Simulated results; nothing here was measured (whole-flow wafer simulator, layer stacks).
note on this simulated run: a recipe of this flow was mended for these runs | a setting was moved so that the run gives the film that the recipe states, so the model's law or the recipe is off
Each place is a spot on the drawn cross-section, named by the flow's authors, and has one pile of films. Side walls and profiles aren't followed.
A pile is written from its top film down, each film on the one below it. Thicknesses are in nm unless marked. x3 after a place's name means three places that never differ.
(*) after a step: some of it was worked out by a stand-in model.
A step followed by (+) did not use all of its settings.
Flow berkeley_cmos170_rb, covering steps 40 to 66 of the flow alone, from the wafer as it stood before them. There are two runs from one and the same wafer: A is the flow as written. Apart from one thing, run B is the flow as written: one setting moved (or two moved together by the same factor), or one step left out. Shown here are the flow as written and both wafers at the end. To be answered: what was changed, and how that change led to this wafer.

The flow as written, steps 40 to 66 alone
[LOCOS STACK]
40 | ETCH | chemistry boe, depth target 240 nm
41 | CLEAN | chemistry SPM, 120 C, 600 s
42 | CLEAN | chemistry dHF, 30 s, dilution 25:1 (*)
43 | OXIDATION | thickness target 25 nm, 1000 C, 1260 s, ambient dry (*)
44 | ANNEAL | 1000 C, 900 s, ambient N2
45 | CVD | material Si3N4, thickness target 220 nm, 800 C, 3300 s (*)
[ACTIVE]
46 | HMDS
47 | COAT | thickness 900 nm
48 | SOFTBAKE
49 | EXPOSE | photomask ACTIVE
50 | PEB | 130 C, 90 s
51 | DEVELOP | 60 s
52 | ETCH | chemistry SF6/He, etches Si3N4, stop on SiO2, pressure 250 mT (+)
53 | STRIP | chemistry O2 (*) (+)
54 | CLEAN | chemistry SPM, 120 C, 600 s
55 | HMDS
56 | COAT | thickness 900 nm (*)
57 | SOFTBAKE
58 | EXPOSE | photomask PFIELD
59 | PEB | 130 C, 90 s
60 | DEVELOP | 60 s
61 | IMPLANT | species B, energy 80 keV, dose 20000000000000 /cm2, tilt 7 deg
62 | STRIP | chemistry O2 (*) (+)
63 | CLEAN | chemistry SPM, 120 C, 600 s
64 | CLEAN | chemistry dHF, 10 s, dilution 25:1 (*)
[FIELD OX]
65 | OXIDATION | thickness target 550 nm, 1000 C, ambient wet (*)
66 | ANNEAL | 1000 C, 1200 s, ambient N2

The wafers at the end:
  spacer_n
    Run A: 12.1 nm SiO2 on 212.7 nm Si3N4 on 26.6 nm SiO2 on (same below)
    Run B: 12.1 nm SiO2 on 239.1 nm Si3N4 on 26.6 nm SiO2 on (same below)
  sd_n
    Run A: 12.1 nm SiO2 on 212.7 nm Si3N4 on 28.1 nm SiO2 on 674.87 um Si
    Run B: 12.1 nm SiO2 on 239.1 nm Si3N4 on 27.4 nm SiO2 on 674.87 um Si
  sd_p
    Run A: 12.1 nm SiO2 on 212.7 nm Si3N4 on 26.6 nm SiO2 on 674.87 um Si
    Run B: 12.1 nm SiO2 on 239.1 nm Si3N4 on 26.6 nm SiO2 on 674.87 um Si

The reason: step 45, CVD: thickness target 246.4 nm was run, whereas the flow has thickness target 220 nm; step 45, CVD: 3696 s was run, where the flow has 3300 s.

The path from the change to this, step by step:
  45 | CVD | material Si3N4, thickness target 220 nm, 800 C, 3300 s (*)
      field, sd_n, spacer_n and 6 more: A +220 Si3N4 (new film) | B +246.4 Si3N4 (new film)
  52 | ETCH | chemistry SF6/He, etches Si3N4, stop on SiO2, pressure 250 mT (+)
      sd_n, spacer_n, gate, sd_p, spacer_p, gate_p, contact, m1: A -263 KrF-resist | B -291.7 KrF-resist
      field: A -220 Si3N4 (all of it), -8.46 SiO2 | B -246.4 Si3N4 (all of it), -8.46 SiO2
  53 | STRIP | chemistry O2 (*) (+)
      sd_n, spacer_n, gate, sd_p, spacer_p, gate_p, contact, m1: A -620 KrF-resist (all of it) | B -591.3 KrF-resist (all of it)
  65 | OXIDATION | thickness target 550 nm, 1000 C, ambient wet (*)
      gate: A +12.1 SiO2 (new film), -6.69 Si3N4, +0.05 SiO2, -0.05 Si | B +12.1 SiO2 (new film), -6.69 Si3N4
      sd_p: A +12.1 SiO2 (new film), -6.69 Si3N4, +0.06 SiO2, -0.06 Si | B +12.1 SiO2 (new film), -6.69 Si3N4
      (also at 1 further place)
